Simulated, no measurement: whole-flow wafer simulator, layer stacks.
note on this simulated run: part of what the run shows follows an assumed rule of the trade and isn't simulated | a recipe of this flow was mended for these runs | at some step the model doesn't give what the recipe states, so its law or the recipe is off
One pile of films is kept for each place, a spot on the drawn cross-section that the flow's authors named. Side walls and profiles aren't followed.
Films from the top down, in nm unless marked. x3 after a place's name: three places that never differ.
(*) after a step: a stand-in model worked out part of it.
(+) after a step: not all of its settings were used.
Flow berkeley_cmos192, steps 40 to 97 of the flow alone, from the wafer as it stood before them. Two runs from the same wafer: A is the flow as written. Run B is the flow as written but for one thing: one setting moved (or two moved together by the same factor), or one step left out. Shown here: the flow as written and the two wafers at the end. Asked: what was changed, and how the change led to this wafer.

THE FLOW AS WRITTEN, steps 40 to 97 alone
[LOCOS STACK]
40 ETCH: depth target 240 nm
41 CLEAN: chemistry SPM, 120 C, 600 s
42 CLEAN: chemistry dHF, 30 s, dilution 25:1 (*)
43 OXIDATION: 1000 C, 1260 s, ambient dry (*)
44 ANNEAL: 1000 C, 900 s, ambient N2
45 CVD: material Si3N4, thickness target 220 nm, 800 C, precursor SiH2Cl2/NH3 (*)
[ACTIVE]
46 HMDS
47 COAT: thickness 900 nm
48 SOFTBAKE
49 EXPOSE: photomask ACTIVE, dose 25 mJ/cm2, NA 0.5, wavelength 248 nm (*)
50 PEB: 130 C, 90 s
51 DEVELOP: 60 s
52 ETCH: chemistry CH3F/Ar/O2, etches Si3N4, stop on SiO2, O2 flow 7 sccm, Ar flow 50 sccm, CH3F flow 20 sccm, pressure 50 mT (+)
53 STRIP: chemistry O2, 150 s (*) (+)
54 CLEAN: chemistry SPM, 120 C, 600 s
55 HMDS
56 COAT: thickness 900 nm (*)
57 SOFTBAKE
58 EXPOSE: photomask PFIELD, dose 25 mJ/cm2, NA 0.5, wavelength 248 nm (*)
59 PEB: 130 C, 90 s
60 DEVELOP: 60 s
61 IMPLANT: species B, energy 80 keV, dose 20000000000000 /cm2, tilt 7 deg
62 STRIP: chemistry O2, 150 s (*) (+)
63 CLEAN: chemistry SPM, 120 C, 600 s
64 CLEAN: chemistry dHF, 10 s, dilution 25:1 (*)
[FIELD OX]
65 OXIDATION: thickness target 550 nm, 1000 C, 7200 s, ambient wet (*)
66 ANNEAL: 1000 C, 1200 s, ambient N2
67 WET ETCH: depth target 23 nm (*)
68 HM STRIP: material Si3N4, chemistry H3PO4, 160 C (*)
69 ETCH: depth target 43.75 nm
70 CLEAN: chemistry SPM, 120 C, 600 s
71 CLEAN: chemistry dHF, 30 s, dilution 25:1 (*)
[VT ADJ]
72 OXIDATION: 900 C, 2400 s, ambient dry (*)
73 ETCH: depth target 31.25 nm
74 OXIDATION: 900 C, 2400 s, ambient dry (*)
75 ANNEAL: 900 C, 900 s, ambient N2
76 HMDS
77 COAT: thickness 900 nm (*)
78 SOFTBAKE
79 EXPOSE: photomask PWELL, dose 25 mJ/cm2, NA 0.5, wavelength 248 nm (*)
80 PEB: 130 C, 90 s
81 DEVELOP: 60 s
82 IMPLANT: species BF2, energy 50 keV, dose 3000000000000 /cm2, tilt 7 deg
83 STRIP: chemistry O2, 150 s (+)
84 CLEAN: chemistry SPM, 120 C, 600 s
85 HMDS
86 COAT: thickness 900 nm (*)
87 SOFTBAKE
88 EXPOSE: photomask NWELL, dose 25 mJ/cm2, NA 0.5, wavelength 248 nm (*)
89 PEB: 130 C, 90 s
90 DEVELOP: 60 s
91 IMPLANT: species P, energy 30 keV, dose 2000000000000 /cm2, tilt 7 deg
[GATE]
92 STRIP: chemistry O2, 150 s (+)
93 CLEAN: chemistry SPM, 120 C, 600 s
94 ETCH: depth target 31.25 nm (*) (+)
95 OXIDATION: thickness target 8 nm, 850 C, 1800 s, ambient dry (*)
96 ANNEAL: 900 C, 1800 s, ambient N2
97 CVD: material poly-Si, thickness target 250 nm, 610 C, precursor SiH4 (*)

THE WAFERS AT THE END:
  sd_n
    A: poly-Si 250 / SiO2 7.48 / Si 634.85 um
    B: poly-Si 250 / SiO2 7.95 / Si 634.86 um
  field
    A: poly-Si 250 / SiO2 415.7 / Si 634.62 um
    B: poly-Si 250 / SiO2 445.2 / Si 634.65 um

The cause: step 40, ETCH: depth target 96 nm was run, where the flow has depth target 240 nm.

How the change led to this, step by step:
  40 ETCH: depth target 240 nm
      field, sd_n, spacer_n and 6 more: A SiO2 -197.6 (all of it) | B SiO2 -96
  41 CLEAN: chemistry SPM, 120 C, 600 s
      field, sd_n, spacer_n and 6 more: A chemical SiO2 +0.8 (new film), Si -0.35 | B nothing
  42 CLEAN: chemistry dHF, 30 s, dilution 25:1 (*)
      field, sd_n, spacer_n and 6 more: A chemical SiO2 -0.8 (all of it) | B SiO2 -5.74
  43 OXIDATION: 1000 C, 1260 s, ambient dry (*)
      field, sd_n, spacer_n and 6 more: A SiO2 +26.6 (new film), Si -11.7 | B SiO2 +11.9, Si -5.23
  65 OXIDATION: thickness target 550 nm, 1000 C, 7200 s, ambient wet (*)
      sd_n, sd_p: A SiO2 +12.1 (new film), Si3N4 -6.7, SiO2 +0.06, Si -0.06 | B SiO2 +12.1 (new film), Si3N4 -6.7
      gate: A SiO2 +12.1 (new film), Si3N4 -6.7, SiO2 +0.05, Si -0.05 | B SiO2 +12.1 (new film), Si3N4 -6.7
      (and at 1 more place)
  69 ETCH: depth target 43.75 nm
      spacer_n, gate, spacer_p, gate_p, contact, m1: A SiO2 -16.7 (all of it) | B SiO2 -43.8
      sd_n, sd_p: A SiO2 -16.8 (all of it) | B SiO2 -43.8
  70 CLEAN: chemistry SPM, 120 C, 600 s
      sd_n, spacer_n, gate, sd_p, spacer_p, gate_p, contact, m1: A chemical SiO2 +0.8 (new film), Si -0.35 | B nothing
  71 CLEAN: chemistry dHF, 30 s, dilution 25:1 (*)
      sd_n, spacer_n, gate, sd_p, spacer_p, gate_p, contact, m1: A chemical SiO2 -0.8 (all of it) | B SiO2 -5.74
  72 OXIDATION: 900 C, 2400 s, ambient dry (*)
      sd_n, spacer_n, gate, sd_p, spacer_p, gate_p, contact, m1: A SiO2 +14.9 (new film), Si -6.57 | B SiO2 +8.33, Si -3.67
  73 ETCH: depth target 31.25 nm
      sd_n, spacer_n, gate, sd_p, spacer_p, gate_p, contact, m1: A SiO2 -14.9 (all of it) | B SiO2 -31.2
  74 OXIDATION: 900 C, 2400 s, ambient dry (*)
      sd_n, spacer_n, gate, sd_p, spacer_p, gate_p, contact, m1: A SiO2 +14.9 (new film), Si -6.57 | B SiO2 +8.19, Si -3.6
  94 ETCH: depth target 31.25 nm (*) (+)
      sd_n, spacer_n, gate, sd_p, spacer_p, gate_p, contact, m1: A SiO2 -14.9 (all of it) | B SiO2 -31.2
  95 OXIDATION: thickness target 8 nm, 850 C, 1800 s, ambient dry (*)
      sd_n, spacer_n, gate, sd_p, spacer_p, gate_p, contact, m1: A SiO2 +7.48 (new film), Si -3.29 | B SiO2 +5.48, Si -2.41
